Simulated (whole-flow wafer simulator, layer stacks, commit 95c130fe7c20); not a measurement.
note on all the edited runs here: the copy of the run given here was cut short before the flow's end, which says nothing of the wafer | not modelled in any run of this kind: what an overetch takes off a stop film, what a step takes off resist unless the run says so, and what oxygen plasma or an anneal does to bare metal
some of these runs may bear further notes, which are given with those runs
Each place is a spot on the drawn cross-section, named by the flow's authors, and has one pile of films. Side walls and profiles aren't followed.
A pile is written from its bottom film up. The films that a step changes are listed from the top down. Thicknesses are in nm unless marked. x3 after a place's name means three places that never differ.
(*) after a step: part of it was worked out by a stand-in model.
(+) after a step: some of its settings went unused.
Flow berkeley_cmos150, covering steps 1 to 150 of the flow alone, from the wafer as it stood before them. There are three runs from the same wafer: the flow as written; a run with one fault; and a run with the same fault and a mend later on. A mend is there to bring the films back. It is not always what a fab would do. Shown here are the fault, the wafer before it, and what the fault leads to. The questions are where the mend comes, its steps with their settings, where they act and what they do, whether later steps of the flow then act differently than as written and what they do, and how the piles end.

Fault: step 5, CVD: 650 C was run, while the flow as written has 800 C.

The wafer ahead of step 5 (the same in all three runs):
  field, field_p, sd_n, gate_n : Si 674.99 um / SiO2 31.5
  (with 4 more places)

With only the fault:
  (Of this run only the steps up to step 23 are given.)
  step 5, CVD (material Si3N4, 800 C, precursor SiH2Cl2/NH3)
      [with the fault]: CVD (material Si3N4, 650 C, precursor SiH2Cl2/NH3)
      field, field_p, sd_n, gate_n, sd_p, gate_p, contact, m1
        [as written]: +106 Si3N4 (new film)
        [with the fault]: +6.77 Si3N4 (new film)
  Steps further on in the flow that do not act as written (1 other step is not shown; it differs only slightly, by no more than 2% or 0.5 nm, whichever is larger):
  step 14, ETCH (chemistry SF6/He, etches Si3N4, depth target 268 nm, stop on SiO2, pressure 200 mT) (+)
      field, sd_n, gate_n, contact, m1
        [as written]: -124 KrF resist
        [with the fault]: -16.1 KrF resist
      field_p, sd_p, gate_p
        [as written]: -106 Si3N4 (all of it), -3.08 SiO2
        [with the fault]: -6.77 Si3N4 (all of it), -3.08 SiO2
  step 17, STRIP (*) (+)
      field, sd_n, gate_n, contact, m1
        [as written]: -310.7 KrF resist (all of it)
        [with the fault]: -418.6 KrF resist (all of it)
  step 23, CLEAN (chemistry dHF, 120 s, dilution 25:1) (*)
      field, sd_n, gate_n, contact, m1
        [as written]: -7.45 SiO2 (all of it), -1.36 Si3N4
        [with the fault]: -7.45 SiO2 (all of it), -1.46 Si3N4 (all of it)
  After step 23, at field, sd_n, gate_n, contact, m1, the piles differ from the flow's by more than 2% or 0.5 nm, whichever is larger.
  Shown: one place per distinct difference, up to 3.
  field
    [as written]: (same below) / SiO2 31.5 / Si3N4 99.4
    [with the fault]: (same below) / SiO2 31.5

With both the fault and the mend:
  After step 13 comes the mend.
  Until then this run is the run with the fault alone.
  step 13a, STRIP (*) (+)
      field, sd_n, gate_n, contact, m1
        -434.7 KrF resist (all of it)
  step 13b, CLEAN (chemistry SPM, 600 s) (a further turn of the flow's step 1)
      leaves every film unchanged at each place that is followed
  step 13c, CVD (material Si3N4, 800 C, precursor SiH2Cl2/NH3) (a further turn of the flow's step 5; the settings that differ are not printed)
      field, field_p, sd_n, gate_n, sd_p, gate_p, contact, m1
        +99.3 Si3N4
  step 13d, HMDS (a further turn of the flow's step 7)
      leaves every film unchanged at each place that is followed
  step 13e, COAT (KrF resist, thickness 450 nm) (a further turn of the flow's step 8)
      field, field_p, sd_n, gate_n, sd_p, gate_p, contact, m1
        +450 KrF resist (new film)
  step 13f, SOFTBAKE (KrF resist) (a further turn of the flow's step 9)
      leaves every film unchanged at each place that is followed
  step 13g, EXPOSE (photomask NWELL, dose 30 mJ/cm2, NA 0.5, wavelength 248 nm) (*) (a further turn of the flow's step 10)
      leaves every film unchanged at each place that is followed
  step 13h, PEB (KrF resist, 130 C, 60 s) (a further turn of the flow's step 11)
      field, field_p, sd_n, gate_n, sd_p, gate_p, contact, m1
        -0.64 KrF resist
  step 13i, DEVELOP (KrF resist, thickness 450 nm, developer developer-D-0.26N) (a further turn of the flow's step 12)
      field, sd_n, gate_n, contact, m1
        -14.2 KrF resist
      field_p, sd_p, gate_p
        -449.4 KrF resist (all of it)
  step 13j, HARDBAKE (120 C, 1800 s) (a further turn of the flow's step 13)
      field, sd_n, gate_n, contact, m1
        -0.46 KrF resist
  None of the later steps of the flow acts differently than as written at any place that is followed.
  At every place that both follow, the piles at the end match the flow's.
